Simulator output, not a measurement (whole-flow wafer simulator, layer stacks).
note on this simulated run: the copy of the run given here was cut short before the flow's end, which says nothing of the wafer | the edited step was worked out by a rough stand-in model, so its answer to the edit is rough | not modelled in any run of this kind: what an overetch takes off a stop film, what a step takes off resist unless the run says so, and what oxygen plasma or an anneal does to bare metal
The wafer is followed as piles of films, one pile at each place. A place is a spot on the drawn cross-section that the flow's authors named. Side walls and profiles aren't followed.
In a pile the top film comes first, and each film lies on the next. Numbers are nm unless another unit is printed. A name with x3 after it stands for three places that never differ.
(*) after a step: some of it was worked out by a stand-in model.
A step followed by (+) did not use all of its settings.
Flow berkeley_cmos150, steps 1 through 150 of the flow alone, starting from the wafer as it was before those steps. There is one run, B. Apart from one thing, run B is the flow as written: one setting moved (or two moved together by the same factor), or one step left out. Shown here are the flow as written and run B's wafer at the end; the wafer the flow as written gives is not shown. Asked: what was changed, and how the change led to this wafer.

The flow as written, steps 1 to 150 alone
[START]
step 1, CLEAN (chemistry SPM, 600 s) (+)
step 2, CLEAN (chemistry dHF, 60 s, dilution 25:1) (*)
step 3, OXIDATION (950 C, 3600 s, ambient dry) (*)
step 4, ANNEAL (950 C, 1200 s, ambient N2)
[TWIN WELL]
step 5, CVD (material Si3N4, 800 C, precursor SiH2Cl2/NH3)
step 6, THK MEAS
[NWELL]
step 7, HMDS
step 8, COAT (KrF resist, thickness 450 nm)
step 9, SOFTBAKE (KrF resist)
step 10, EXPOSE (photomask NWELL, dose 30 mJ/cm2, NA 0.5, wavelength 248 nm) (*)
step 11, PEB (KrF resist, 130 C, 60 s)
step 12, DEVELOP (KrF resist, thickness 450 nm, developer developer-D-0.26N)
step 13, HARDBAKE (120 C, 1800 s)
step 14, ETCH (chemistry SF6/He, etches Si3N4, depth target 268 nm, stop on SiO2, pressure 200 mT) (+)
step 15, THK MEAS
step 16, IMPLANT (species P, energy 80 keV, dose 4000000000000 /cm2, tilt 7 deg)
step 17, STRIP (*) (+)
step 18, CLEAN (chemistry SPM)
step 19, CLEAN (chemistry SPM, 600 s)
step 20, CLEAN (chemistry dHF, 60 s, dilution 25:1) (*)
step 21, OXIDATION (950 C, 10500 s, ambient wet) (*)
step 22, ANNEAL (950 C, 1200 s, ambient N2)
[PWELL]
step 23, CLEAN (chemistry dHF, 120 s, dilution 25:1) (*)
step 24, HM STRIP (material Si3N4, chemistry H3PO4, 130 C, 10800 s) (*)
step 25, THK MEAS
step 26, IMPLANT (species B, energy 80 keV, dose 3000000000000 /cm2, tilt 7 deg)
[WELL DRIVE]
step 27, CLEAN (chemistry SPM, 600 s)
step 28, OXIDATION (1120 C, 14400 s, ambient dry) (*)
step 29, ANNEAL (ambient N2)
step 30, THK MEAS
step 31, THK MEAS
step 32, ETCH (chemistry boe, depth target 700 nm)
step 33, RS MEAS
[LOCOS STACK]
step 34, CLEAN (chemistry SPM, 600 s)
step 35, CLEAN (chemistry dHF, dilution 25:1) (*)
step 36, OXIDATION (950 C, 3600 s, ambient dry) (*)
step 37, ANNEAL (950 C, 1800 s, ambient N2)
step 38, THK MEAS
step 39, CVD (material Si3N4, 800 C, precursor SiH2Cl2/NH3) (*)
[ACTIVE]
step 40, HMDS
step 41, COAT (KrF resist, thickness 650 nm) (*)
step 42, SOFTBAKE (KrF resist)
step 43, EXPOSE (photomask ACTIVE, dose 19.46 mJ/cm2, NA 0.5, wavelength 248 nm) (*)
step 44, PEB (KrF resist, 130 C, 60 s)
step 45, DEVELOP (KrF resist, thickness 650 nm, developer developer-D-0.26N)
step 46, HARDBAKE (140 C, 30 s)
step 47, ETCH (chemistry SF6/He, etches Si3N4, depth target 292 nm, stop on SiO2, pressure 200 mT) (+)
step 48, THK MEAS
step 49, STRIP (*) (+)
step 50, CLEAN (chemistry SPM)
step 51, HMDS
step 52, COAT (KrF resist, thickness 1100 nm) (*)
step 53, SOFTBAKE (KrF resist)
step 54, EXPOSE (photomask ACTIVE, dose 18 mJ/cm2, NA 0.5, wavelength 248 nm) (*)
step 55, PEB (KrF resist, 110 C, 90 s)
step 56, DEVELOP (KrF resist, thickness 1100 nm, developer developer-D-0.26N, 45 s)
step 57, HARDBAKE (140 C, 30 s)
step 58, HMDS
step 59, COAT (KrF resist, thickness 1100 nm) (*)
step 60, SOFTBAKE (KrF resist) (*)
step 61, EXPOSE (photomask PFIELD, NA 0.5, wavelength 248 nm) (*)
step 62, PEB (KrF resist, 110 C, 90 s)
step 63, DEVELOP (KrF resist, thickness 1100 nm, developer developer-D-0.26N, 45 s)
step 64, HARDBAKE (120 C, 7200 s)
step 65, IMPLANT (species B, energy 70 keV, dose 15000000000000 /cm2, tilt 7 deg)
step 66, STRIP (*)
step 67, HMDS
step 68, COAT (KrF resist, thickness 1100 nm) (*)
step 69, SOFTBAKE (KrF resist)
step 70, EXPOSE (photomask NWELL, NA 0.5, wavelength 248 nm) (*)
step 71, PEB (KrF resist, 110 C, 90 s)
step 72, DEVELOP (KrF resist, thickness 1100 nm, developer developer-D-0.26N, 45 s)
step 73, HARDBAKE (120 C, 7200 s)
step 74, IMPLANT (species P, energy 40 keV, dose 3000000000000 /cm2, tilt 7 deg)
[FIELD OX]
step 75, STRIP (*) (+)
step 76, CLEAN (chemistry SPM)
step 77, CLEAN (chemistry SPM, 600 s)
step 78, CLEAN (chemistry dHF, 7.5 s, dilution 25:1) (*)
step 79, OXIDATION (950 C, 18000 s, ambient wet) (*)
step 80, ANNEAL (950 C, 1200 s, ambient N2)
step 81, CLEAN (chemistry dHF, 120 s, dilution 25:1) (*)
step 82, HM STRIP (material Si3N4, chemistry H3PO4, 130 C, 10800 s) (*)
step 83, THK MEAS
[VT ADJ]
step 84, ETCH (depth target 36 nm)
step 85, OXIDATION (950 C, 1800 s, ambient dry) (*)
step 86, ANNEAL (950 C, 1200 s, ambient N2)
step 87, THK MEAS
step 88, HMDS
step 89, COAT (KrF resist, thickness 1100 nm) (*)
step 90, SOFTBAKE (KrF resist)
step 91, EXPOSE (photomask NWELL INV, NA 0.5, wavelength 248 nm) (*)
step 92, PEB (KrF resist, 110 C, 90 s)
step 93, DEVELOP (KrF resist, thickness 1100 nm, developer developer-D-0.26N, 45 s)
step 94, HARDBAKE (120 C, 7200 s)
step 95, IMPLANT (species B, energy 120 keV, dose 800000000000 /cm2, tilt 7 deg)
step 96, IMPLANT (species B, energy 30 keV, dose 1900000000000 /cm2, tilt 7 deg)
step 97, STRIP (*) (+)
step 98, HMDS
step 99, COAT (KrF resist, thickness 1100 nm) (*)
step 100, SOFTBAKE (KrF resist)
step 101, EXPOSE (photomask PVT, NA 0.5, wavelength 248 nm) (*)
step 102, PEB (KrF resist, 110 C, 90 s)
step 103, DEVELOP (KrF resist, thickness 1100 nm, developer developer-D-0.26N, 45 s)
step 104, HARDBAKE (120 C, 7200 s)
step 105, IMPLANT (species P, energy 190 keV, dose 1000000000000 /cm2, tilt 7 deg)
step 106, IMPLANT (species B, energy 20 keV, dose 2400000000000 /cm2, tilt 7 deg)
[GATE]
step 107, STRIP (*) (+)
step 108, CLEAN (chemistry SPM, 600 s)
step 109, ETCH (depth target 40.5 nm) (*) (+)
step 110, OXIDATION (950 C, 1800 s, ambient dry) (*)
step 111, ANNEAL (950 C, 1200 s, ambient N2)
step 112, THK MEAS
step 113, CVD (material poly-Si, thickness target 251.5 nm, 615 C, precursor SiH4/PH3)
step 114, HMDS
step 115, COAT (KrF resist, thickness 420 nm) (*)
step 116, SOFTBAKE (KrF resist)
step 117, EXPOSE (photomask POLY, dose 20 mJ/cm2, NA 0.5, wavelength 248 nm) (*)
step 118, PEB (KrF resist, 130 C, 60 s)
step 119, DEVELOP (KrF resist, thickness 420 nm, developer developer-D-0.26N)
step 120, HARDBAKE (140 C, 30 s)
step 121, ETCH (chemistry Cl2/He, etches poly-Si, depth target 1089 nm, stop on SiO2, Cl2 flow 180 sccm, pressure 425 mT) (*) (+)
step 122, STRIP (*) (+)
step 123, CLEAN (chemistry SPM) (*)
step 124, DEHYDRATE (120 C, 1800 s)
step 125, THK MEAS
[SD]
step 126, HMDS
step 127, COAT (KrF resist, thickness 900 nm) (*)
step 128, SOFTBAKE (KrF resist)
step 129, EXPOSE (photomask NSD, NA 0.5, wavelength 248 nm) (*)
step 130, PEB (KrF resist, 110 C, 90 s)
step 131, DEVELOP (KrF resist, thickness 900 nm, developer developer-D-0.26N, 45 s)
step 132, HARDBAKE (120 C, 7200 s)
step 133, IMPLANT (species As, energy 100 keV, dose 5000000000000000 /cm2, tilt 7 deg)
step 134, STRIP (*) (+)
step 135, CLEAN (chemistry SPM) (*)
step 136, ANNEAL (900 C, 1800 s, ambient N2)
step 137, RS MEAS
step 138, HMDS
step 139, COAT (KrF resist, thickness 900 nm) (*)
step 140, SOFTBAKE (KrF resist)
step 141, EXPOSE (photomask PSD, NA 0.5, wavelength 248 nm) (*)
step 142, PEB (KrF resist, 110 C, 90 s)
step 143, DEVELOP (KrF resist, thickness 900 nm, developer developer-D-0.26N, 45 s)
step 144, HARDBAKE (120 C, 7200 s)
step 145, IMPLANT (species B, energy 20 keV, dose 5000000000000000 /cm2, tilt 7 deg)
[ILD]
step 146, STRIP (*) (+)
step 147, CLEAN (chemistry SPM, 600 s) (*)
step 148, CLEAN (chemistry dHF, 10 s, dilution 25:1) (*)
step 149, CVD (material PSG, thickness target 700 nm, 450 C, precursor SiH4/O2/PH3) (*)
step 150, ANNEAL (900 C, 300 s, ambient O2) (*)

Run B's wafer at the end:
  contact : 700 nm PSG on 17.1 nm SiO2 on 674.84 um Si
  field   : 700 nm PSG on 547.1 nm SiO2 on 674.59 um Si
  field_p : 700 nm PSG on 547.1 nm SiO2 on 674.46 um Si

The reason: step 109, ETCH: depth target 15.88 nm was run, though the flow has depth target 40.5 nm.

The path from the change to this, step by step:
  step 109, ETCH (depth target 40.5 nm) (*) (+)
      gate_n, sd_p, gate_p, contact, m1: SiO2 loses 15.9 (in the flow as written it would be: SiO2 loses 20.4 (all of it))
      sd_n: SiO2 loses 15.9 (in the flow as written it would be: SiO2 loses 40.4 (all of it))
      (also at 2 further places)
  step 110, OXIDATION (950 C, 1800 s, ambient dry) (*)
      gate_n, sd_p, gate_p, contact, m1: SiO2 gains 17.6, Si loses 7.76 (in the flow as written it would be: SiO2 gains 20.4 (new film), Si loses 8.98)
      sd_n: SiO2 gains 11.9, Si loses 5.25 (in the flow as written it would be: SiO2 gains 20.4 (new film), Si loses 8.98)
  step 115, COAT (KrF resist, thickness 420 nm) (*)
      gate_n: KrF resist gains 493 (new film) (in the flow as written it would be: KrF resist gains 482.5 (new film))
  step 120, HARDBAKE (140 C, 30 s)
      gate_n: KrF resist loses 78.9 (in the flow as written it would be: KrF resist loses 77.1)
  step 122, STRIP (*) (+)
      gate_n: chemical SiO2 gains 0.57 (new film), KrF resist loses 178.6 (all of it), poly-Si loses 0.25 (in the flow as written it would be: chemical SiO2 gains 0.57 (new film), KrF resist loses 169.8 (all of it), poly-Si loses 0.25)
      gate_p: chemical SiO2 gains 0.57 (new film), KrF resist loses 210.9 (all of it), poly-Si loses 0.25 (in the flow as written it would be: chemical SiO2 gains 0.57 (new film), KrF resist loses 206.4 (all of it), poly-Si loses 0.25)
